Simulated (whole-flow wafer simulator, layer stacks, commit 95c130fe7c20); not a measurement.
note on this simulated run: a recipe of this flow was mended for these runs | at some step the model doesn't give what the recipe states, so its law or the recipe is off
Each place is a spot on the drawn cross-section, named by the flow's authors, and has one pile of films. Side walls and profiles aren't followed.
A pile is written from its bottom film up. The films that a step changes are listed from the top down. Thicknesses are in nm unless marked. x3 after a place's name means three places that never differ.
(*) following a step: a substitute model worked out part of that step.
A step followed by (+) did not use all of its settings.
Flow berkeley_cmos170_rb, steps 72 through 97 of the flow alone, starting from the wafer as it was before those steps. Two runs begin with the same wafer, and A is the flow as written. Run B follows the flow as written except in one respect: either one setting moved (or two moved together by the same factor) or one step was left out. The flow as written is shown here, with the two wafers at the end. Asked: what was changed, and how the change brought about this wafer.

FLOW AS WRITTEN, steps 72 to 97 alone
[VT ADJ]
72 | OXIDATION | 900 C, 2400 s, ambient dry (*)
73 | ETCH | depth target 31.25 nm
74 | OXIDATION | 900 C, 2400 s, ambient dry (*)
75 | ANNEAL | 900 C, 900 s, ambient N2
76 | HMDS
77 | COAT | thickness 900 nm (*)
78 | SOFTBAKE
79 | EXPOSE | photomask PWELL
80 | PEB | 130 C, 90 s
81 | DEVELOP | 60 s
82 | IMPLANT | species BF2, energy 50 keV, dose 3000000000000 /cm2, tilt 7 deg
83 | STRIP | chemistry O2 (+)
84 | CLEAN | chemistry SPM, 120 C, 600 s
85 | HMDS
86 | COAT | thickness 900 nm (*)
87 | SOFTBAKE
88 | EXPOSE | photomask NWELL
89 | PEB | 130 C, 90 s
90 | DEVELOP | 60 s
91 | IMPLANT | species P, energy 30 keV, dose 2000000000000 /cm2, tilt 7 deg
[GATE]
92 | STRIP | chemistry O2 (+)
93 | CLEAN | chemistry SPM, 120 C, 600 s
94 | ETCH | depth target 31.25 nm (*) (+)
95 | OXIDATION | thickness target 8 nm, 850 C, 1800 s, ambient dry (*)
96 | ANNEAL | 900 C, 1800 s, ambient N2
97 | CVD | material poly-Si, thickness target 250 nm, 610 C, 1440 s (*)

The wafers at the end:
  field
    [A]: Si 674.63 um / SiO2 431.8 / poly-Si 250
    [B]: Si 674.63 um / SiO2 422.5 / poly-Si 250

Cause: step 73, ETCH: depth target 40.62 nm was run, whereas the flow has depth target 31.25 nm.

Step by step, how the change led to this:
  73 | ETCH | depth target 31.25 nm
      field: A SiO2 loses 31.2 | B SiO2 loses 40.6
